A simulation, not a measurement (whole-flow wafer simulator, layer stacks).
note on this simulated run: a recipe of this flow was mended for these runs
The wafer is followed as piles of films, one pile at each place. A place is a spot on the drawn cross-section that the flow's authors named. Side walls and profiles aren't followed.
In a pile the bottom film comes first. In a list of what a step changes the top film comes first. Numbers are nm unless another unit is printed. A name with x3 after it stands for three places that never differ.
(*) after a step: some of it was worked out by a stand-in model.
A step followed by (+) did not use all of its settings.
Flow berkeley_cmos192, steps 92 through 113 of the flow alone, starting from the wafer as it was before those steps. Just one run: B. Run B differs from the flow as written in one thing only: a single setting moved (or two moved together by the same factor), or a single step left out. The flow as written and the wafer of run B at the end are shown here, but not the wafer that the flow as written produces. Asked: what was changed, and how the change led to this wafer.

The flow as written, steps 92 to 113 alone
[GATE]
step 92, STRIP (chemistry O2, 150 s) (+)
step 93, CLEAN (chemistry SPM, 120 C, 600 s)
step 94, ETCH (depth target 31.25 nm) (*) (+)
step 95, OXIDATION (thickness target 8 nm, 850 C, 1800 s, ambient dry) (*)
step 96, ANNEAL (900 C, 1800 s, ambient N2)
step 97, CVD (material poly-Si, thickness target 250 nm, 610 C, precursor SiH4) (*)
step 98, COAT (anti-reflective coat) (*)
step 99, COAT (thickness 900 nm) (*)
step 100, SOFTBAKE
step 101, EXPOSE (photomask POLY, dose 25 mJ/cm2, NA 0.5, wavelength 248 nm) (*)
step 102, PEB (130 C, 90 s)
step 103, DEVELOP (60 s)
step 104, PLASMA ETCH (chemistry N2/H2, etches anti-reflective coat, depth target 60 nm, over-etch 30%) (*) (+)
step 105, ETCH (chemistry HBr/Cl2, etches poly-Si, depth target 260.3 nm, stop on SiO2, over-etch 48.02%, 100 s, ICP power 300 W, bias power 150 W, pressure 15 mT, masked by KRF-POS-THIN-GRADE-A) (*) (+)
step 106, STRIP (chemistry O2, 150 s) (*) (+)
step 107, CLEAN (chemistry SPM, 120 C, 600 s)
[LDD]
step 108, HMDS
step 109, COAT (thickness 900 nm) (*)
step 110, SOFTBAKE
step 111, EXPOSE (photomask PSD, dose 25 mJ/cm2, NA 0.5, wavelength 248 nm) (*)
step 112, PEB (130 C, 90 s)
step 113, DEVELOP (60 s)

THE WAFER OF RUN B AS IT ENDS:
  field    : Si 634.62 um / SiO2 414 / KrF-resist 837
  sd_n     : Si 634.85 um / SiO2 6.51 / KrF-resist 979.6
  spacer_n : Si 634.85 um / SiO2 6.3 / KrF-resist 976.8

What caused this: step 95, OXIDATION: thickness target 8.96 nm was run, whereas the flow has thickness target 8 nm; step 95, OXIDATION: 2016 s was run, where the flow has 1800 s.

The path from the change to this, step by step:
  step 95, OXIDATION (thickness target 8 nm, 850 C, 1800 s, ambient dry) (*)
      sd_n, spacer_n, gate, sd_p, spacer_p, gate_p, contact, m1: SiO2 gains 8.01 (new film), Si loses 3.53 (in the flow as written it would be: SiO2 gains 7.48 (new film), Si loses 3.29)
